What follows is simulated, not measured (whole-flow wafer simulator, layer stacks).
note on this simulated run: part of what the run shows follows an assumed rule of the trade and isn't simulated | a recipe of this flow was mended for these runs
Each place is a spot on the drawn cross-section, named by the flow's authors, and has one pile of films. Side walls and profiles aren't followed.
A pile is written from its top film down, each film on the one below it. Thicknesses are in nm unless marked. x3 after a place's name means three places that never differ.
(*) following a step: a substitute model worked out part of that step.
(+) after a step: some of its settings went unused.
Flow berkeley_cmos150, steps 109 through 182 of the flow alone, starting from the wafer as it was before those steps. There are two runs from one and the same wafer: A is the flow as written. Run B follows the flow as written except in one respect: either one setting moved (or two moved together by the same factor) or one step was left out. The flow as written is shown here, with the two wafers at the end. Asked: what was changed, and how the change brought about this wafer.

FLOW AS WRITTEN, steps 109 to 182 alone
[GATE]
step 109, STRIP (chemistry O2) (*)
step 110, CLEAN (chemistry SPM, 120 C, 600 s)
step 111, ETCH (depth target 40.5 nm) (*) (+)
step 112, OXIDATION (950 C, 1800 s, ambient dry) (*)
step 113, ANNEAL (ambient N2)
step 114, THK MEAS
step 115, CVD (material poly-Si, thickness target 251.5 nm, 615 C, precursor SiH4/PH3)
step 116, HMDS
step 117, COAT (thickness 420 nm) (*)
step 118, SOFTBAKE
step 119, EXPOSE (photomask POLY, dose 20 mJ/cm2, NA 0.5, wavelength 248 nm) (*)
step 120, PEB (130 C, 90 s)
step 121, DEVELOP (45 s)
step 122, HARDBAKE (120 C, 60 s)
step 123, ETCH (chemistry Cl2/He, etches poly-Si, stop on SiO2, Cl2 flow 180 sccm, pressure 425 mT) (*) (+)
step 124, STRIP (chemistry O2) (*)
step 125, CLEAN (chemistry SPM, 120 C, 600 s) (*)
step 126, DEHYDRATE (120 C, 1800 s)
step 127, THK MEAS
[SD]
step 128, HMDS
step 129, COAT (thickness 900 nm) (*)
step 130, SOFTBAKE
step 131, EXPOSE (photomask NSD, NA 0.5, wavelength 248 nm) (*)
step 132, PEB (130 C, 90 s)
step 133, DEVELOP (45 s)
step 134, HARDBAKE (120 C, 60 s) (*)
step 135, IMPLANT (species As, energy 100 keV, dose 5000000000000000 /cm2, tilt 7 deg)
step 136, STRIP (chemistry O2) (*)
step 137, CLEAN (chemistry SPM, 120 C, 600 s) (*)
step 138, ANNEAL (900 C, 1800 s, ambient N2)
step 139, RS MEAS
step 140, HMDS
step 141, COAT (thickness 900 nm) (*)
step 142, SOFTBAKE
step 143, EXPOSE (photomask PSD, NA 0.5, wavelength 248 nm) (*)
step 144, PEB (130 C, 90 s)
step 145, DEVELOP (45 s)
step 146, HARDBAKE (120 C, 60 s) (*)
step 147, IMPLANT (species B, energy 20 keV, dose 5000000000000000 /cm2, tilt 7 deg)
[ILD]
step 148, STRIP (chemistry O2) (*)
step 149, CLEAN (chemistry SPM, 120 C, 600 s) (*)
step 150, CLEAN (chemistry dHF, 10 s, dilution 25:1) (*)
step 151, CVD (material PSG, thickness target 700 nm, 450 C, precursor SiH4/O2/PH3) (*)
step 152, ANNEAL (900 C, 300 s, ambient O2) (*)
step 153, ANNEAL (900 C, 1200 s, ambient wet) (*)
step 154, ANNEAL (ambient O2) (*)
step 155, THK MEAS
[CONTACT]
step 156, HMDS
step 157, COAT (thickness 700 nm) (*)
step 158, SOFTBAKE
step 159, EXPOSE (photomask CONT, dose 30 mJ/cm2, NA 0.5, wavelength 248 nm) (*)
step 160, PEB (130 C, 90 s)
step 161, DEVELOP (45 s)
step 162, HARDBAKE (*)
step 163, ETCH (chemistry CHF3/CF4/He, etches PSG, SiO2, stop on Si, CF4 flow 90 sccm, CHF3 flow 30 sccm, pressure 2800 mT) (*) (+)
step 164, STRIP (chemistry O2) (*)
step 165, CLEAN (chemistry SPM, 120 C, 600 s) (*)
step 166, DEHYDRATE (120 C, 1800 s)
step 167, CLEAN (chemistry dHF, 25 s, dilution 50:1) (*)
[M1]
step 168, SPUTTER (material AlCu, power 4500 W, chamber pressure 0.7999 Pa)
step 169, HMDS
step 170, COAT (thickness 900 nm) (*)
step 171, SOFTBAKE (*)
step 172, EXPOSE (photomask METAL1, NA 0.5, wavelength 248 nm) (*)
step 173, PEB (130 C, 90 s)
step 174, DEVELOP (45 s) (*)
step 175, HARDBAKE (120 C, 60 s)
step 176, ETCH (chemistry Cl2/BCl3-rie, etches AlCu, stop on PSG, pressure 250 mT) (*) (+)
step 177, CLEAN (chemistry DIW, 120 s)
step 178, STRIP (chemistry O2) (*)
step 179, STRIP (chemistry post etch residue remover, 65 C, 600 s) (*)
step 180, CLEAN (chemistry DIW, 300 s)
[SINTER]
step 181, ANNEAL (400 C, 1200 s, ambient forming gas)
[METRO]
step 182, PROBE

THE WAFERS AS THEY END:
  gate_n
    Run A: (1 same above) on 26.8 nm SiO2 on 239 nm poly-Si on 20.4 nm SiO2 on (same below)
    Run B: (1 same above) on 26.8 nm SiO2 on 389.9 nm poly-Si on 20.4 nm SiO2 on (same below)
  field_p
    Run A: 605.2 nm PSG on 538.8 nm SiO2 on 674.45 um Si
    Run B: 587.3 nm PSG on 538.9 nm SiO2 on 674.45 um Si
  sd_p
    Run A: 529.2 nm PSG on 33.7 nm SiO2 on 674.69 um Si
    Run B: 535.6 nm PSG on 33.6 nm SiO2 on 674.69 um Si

Cause: step 115, CVD: thickness target 402.4 nm was run, though the flow has thickness target 251.5 nm.

The path from the change to this, step by step:
  step 115, CVD (material poly-Si, thickness target 251.5 nm, 615 C, precursor SiH4/PH3)
      field, field_p, sd_n, gate_n, sd_p, gate_p, contact, m1: A +251.5 poly-Si (new film) | B +402.4 poly-Si (new film)
  step 123, ETCH (chemistry Cl2/He, etches poly-Si, stop on SiO2, Cl2 flow 180 sccm, pressure 425 mT) (*) (+)
      field, field_p, sd_n, sd_p, contact, m1: A -251.5 poly-Si (all of it), -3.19 SiO2 | B -402.4 poly-Si (all of it), -3.19 SiO2
      gate_n, gate_p: A -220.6 KrF-resist | B -328.4 KrF-resist
  step 124, STRIP (chemistry O2) (*)
      gate_n: A +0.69 chemical SiO2 (new film), -176.1 KrF-resist (all of it), -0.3 poly-Si | B +0.72 chemical SiO2 (new film), -69.2 KrF-resist (all of it), -0.32 poly-Si
      gate_p: A +0.69 chemical SiO2 (new film), -213.2 KrF-resist (all of it), -0.3 poly-Si | B +0.72 chemical SiO2 (new film), -106.2 KrF-resist (all of it), -0.32 poly-Si
  step 129, COAT (thickness 900 nm) (*)
      gate_n: A +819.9 thick-KrF-resist (new film) | B +713.3 thick-KrF-resist (new film)
      gate_p: A +888.9 thick-KrF-resist (new film) | B +780.4 thick-KrF-resist (new film)
  step 133, DEVELOP (45 s)
      gate_n: A -818.1 thick-KrF-resist (all of it) | B -711.7 thick-KrF-resist (all of it)
  step 136, STRIP (chemistry O2) (*)
      gate_p: A -873.6 thick-KrF-resist (all of it), +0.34 chemical SiO2, -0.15 poly-Si | B -765.3 thick-KrF-resist (all of it), +0.35 chemical SiO2, -0.15 poly-Si
  step 141, COAT (thickness 900 nm) (*)
      gate_n: A +819.7 thick-KrF-resist (new film) | B +713.1 thick-KrF-resist (new film)
      gate_p: A +888.8 thick-KrF-resist (new film) | B +780.3 thick-KrF-resist (new film)
  step 145, DEVELOP (45 s)
      gate_p: A -886.7 thick-KrF-resist (all of it) | B -778.5 thick-KrF-resist (all of it)
  step 148, STRIP (chemistry O2) (*)
      gate_n: A -804.5 thick-KrF-resist (all of it), +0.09 chemical SiO2, -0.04 poly-Si | B -698.1 thick-KrF-resist (all of it), +0.09 chemical SiO2, -0.04 poly-Si
  step 151, CVD (material PSG, thickness target 700 nm, 450 C, precursor SiH4/O2/PH3) (*)
      field_p: A +700 PSG (new film) | B +683.5 PSG (new film)
  step 153, ANNEAL (900 C, 1200 s, ambient wet) (*)
      field_p: A -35 PSG, +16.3 SiO2, -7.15 Si | B -34.2 PSG, +16.4 SiO2, -7.22 Si
  step 157, COAT (thickness 700 nm) (*)
      field_p: A +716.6 KrF-resist (new film) | B +746.5 KrF-resist (new film)
      gate_n: A +650.5 KrF-resist (new film) | B +586.2 KrF-resist (new film)
      (also at 2 further places)
  step 164, STRIP (chemistry O2) (*)
      field_p: A -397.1 KrF-resist (all of it) | B -426.9 KrF-resist (all of it)
      gate_n: A -331.2 KrF-resist (all of it) | B -267.1 KrF-resist (all of it)
      (also at 2 further places)
  step 168, SPUTTER (material AlCu, power 4500 W, chamber pressure 0.7999 Pa)
      field_p: A +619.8 AlCu (new film) | B +602.2 AlCu (new film)
      sd_p: A +471.4 AlCu (new film) | B +482.5 AlCu (new film)
  step 170, COAT (thickness 900 nm) (*)
      field_p: A +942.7 thick-KrF-resist (new film) | B +985.6 thick-KrF-resist (new film)
      sd_n: A +1135.4 thick-KrF-resist (new film) | B +1176.7 thick-KrF-resist (new film)
      (also at 2 further places)
  step 174, DEVELOP (45 s) (*)
      field_p: A -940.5 thick-KrF-resist (all of it), -10 AlCu | B -983.3 thick-KrF-resist (all of it), -10 AlCu
      sd_n: A -1132.6 thick-KrF-resist (all of it), -10 AlCu | B -1173.8 thick-KrF-resist (all of it), -10 AlCu
      (also at 2 further places)
  step 176, ETCH (chemistry Cl2/BCl3-rie, etches AlCu, stop on PSG, pressure 250 mT) (*) (+)
      field_p: A -609.8 AlCu (all of it), -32 PSG | B -592.2 AlCu (all of it), -34.2 PSG
      sd_p: A -461.4 AlCu (all of it), -50.6 PSG | B -472.5 AlCu (all of it), -49.2 PSG
